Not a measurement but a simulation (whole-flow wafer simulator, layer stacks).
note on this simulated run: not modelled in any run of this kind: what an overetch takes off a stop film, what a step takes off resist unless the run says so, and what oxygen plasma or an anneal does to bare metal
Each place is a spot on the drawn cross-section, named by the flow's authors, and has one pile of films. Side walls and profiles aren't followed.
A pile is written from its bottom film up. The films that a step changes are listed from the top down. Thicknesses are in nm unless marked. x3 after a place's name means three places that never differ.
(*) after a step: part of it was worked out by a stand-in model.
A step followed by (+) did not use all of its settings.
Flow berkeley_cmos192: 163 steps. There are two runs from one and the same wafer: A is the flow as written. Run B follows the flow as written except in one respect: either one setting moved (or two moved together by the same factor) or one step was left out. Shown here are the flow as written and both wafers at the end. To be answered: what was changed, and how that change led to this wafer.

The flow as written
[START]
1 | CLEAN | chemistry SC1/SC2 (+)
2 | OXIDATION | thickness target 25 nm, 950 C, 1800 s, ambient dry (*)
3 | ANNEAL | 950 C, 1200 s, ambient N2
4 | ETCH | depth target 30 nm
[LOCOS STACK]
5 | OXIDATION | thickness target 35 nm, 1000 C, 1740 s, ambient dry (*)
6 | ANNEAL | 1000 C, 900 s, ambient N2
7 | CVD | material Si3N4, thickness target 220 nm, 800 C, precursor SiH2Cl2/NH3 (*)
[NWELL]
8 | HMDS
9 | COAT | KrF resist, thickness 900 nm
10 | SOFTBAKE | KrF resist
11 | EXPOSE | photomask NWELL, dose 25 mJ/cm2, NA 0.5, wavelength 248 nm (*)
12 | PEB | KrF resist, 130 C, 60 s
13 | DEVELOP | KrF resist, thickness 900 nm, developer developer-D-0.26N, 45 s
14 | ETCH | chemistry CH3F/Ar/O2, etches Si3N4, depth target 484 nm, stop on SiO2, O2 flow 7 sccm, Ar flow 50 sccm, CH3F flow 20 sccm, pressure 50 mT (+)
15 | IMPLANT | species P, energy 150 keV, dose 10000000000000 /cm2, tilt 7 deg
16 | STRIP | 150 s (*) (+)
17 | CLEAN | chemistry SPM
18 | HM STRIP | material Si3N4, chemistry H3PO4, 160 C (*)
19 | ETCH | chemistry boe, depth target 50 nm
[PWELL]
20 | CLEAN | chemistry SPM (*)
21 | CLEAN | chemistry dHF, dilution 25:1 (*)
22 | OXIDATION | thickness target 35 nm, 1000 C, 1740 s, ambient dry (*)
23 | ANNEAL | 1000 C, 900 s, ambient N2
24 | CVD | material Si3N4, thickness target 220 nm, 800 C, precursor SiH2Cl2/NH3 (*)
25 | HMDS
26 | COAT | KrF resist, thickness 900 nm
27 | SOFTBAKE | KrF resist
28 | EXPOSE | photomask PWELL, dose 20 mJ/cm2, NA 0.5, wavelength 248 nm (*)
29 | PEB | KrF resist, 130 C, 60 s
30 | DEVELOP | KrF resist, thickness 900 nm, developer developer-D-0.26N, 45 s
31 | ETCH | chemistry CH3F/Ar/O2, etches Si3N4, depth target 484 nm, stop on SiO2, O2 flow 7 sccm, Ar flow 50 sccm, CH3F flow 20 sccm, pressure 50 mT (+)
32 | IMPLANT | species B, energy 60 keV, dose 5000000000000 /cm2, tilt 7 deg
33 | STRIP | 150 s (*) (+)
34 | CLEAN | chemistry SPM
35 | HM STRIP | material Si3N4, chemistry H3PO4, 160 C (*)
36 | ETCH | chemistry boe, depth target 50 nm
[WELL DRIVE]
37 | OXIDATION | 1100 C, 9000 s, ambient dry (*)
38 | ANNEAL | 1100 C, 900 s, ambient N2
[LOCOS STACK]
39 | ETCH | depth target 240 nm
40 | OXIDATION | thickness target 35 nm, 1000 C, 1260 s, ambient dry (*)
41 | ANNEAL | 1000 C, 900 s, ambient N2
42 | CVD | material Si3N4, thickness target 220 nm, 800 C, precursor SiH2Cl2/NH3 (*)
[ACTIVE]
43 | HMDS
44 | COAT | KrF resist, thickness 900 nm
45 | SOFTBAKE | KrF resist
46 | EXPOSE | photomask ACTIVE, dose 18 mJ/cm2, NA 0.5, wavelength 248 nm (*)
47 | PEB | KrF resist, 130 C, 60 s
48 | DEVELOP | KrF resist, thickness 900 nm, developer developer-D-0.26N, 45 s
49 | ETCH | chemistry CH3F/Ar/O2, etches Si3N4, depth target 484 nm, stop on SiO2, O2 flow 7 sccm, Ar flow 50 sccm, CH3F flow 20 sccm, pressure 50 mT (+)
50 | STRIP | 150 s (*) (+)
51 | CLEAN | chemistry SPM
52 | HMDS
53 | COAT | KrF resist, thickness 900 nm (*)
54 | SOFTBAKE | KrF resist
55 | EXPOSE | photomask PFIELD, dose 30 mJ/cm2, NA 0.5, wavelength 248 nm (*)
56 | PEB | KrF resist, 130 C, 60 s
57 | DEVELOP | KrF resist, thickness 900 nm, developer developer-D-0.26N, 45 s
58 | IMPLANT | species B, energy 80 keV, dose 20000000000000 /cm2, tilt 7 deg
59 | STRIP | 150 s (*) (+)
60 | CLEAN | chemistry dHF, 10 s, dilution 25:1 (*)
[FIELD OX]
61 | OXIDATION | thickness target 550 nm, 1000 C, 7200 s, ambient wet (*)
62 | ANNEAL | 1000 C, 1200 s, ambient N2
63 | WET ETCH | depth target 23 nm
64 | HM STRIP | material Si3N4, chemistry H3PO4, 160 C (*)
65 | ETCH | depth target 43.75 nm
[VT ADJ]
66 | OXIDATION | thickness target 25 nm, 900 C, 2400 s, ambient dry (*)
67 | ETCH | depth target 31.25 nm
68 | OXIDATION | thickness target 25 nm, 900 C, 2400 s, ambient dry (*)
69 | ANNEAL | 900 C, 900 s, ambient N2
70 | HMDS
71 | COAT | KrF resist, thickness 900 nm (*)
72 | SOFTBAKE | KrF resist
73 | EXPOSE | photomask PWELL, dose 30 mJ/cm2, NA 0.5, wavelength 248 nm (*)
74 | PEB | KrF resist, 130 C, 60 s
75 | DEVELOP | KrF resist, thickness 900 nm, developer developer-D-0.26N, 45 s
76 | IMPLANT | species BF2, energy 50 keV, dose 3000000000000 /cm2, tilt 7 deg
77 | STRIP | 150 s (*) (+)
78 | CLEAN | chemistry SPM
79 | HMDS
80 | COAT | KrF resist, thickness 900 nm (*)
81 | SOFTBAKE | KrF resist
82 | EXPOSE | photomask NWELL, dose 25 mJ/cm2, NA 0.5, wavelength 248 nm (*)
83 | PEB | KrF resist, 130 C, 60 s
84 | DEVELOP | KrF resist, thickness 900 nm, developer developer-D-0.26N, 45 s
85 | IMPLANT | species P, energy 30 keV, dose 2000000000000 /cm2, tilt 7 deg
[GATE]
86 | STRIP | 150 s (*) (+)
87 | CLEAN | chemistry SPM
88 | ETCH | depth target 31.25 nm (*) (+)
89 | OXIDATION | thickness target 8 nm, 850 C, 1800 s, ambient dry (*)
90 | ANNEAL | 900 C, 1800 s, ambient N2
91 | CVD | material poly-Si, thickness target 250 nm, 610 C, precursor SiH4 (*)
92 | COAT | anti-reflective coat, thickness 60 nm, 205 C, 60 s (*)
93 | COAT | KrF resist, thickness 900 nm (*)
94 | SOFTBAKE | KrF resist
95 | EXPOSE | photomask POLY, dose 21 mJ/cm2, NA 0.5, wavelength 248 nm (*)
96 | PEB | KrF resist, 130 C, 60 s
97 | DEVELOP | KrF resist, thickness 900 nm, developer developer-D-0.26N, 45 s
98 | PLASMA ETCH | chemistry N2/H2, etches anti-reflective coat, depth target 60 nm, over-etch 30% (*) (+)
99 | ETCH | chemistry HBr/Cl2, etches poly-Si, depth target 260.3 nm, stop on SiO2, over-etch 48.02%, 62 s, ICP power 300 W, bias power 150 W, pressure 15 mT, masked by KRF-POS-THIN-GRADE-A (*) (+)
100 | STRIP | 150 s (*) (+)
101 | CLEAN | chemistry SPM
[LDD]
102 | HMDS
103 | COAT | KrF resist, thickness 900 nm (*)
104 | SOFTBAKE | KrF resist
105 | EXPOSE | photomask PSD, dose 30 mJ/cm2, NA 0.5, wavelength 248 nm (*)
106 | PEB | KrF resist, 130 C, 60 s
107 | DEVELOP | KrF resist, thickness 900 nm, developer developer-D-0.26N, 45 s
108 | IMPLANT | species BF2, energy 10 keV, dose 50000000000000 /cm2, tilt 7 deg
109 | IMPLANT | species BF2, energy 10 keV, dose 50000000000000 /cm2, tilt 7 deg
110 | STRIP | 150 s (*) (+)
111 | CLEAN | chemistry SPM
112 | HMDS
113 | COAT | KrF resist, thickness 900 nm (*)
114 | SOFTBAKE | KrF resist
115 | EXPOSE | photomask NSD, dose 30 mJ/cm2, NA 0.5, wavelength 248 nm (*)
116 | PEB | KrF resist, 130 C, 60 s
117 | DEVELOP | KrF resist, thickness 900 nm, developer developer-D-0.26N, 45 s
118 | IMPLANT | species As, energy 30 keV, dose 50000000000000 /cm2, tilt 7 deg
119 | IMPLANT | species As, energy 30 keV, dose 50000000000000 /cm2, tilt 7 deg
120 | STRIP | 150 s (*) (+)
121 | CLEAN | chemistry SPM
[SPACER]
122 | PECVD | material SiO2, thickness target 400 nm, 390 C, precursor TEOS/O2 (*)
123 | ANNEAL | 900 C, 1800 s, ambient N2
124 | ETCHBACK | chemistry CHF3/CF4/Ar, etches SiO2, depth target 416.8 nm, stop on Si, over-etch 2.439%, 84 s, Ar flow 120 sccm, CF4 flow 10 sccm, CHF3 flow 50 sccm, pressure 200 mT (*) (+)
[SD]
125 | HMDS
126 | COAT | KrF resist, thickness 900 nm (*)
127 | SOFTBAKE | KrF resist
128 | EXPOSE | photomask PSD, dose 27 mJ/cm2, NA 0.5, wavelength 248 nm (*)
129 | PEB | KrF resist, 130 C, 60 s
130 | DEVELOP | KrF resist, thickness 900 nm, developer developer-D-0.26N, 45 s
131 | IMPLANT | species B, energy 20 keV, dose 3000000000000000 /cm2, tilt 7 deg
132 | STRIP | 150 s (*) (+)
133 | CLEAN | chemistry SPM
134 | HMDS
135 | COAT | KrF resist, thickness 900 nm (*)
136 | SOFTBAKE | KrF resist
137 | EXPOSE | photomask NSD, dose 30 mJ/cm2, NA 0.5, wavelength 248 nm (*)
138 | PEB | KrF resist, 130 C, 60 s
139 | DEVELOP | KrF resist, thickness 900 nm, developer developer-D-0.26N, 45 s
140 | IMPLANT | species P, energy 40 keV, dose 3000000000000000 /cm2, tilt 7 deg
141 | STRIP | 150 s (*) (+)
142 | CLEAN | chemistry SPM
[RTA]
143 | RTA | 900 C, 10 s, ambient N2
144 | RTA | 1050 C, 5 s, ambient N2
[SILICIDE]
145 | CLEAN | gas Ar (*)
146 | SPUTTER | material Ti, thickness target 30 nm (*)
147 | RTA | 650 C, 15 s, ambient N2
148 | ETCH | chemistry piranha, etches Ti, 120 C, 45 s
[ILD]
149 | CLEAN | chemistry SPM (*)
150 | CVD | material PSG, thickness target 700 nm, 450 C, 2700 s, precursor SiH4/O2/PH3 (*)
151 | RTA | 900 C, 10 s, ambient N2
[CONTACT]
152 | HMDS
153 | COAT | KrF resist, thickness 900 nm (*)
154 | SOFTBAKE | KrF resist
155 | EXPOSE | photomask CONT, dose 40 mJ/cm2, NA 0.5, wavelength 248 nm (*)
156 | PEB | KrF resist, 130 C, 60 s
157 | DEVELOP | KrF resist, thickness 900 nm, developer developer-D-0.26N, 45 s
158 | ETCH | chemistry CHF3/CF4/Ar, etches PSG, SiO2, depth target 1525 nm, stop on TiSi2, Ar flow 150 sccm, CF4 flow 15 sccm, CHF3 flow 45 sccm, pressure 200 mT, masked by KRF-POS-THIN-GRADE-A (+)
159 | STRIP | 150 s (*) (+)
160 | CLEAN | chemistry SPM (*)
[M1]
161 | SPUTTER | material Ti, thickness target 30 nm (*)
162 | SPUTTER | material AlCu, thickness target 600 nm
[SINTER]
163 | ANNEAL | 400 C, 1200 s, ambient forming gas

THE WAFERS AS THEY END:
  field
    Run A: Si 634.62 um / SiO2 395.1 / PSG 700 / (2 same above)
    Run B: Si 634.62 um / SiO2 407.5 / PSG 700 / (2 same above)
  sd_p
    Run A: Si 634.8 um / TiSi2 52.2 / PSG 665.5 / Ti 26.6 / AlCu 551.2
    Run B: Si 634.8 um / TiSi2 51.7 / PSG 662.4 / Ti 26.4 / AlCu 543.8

Cause: step 67, ETCH: depth target 18.75 nm was run, though the flow has depth target 31.25 nm.

How this came from the change, step by step:
  67 | ETCH | depth target 31.25 nm
      field: A SiO2 loses 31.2 | B SiO2 loses 18.8
  92 | COAT | anti-reflective coat, thickness 60 nm, 205 C, 60 s (*)
      sd_n: A anti-reflective coat gains 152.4 (new film) | B anti-reflective coat gains 161.1 (new film)
      spacer_n: A anti-reflective coat gains 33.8 (new film) | B anti-reflective coat gains 30.8 (new film)
      (as well as at 5 more places)
  98 | PLASMA ETCH | chemistry N2/H2, etches anti-reflective coat, depth target 60 nm, over-etch 30% (*) (+)
      sd_n: A anti-reflective coat loses 152.4 (all of it), poly-Si loses 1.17 | B anti-reflective coat loses 161.1 (all of it), poly-Si loses 1.24
      spacer_n: A anti-reflective coat loses 33.8 (all of it), poly-Si loses 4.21 | B anti-reflective coat loses 30.8 (all of it), poly-Si loses 4.58
      (as well as at 3 more places)
  100 | STRIP | 150 s (*) (+)
      gate: A chemical SiO2 gains 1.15 (new film), KrF resist loses 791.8 (all of it), anti-reflective coat loses 30 (all of it), poly-Si loses 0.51 | B chemical SiO2 gains 1.15 (new film), KrF resist loses 802.3 (all of it), anti-reflective coat loses 26.8 (all of it), poly-Si loses 0.51
      gate_p: A chemical SiO2 gains 1.15 (new film), KrF resist loses 765.1 (all of it), anti-reflective coat loses 31 (all of it), poly-Si loses 0.51 | B chemical SiO2 gains 1.15 (new film), KrF resist loses 772 (all of it), anti-reflective coat loses 28.7 (all of it), poly-Si loses 0.51
